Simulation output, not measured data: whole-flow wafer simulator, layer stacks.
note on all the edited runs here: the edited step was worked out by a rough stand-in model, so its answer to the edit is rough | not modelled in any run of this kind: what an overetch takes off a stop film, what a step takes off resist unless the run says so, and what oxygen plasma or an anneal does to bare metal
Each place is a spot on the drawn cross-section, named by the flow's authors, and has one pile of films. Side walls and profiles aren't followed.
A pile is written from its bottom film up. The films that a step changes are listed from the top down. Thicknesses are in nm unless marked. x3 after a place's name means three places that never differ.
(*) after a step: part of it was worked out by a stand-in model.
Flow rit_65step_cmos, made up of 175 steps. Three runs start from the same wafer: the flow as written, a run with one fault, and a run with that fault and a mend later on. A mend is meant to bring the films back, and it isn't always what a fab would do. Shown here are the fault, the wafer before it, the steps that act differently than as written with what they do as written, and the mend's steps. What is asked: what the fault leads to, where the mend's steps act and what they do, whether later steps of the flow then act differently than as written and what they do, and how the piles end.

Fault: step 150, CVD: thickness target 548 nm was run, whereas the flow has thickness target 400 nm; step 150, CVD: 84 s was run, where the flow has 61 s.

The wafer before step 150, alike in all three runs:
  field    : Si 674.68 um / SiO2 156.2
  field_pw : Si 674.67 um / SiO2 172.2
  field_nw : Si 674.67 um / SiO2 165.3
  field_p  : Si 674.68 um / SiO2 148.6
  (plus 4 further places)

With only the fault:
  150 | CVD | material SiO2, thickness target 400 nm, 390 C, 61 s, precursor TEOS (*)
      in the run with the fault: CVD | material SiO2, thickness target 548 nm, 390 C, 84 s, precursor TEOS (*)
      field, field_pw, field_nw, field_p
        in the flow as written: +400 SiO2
        in the run with the fault: +548 SiO2
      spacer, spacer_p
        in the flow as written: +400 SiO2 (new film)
        in the run with the fault: +548 SiO2 (new film)
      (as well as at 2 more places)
  Later steps of the flow that are run all act as written at every place that is followed, up to a difference of at most 2% or 0.5 nm, whichever is larger.
  By the end, the piles at field, field_pw, field_nw, field_p, gate_n, gate_p, spacer, spacer_p depart from the flow's by more than 2% or 0.5 nm, whichever is larger.
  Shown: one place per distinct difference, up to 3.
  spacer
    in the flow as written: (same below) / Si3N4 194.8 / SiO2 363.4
    in the run with the fault: (same below) / Si3N4 194.8 / SiO2 511.4
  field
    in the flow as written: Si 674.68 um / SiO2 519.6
    in the run with the fault: Si 674.68 um / SiO2 667.6
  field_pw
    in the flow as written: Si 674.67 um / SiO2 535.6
    in the run with the fault: Si 674.67 um / SiO2 683.6

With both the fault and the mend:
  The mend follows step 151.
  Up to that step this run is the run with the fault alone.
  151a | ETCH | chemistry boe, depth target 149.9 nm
      field, field_pw, field_nw, field_p, gate_n, gate_p, spacer, spacer_p
        -149.9 SiO2
  Later steps of the flow that are run all act as written at every place that is followed, up to a difference of at most 2% or 0.5 nm, whichever is larger.
  The piles end only slightly different from the flow's at the places that both follow, by no more than 2% or 0.5 nm, whichever is larger.
